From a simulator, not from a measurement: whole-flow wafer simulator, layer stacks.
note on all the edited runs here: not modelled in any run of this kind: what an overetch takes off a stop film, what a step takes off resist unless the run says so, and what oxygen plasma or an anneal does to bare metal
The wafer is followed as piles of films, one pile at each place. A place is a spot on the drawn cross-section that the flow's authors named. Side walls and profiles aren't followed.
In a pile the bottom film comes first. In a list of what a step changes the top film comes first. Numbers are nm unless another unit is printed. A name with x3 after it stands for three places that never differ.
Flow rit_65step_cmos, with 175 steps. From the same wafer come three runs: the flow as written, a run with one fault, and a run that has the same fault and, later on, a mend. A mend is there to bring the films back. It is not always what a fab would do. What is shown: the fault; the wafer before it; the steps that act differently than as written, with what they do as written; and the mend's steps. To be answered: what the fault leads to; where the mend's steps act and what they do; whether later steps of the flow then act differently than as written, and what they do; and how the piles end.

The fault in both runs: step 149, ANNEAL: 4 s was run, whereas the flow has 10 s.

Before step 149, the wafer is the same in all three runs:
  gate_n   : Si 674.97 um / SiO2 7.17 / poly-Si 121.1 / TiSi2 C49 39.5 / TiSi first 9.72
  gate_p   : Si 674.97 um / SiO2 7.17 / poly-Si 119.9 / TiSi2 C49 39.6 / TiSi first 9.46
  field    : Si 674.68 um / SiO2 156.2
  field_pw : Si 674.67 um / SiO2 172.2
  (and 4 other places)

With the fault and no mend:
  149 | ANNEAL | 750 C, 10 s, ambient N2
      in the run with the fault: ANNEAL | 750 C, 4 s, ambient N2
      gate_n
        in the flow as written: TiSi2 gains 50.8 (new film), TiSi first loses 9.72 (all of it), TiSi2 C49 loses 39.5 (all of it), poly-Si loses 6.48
        in the run with the fault: TiSi2 gains 53.1 (new film), TiSi first loses 9.72 (all of it), TiSi2 C49 loses 39.5 (all of it), poly-Si loses 6.48
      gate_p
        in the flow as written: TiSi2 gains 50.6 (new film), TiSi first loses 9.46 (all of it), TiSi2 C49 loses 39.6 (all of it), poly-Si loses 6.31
        in the run with the fault: TiSi2 gains 52.9 (new film), TiSi first loses 9.46 (all of it), TiSi2 C49 loses 39.6 (all of it), poly-Si loses 6.31
  Every later step of the flow that is run acts as written, at every place that is followed, to within 2% or 0.5 nm, whichever is larger.
  The piles end different from the flow's at gate_n, gate_p by more than 2% or 0.5 nm, whichever is larger.
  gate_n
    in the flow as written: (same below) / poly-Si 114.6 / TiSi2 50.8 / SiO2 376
    in the run with the fault: (same below) / poly-Si 114.6 / TiSi2 53.1 / SiO2 373.7
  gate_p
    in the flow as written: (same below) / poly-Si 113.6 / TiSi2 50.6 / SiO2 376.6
    in the run with the fault: (same below) / poly-Si 113.6 / TiSi2 52.9 / SiO2 374.3

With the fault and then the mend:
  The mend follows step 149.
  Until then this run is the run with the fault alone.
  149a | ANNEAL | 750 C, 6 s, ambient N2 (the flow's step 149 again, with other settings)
      gate_n
        TiSi2 loses 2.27
      gate_p
        TiSi2 loses 2.32
  Every later step of the flow that is run acts as written at every place that is followed.
  At every place that both follow, the piles at the end match the flow's.
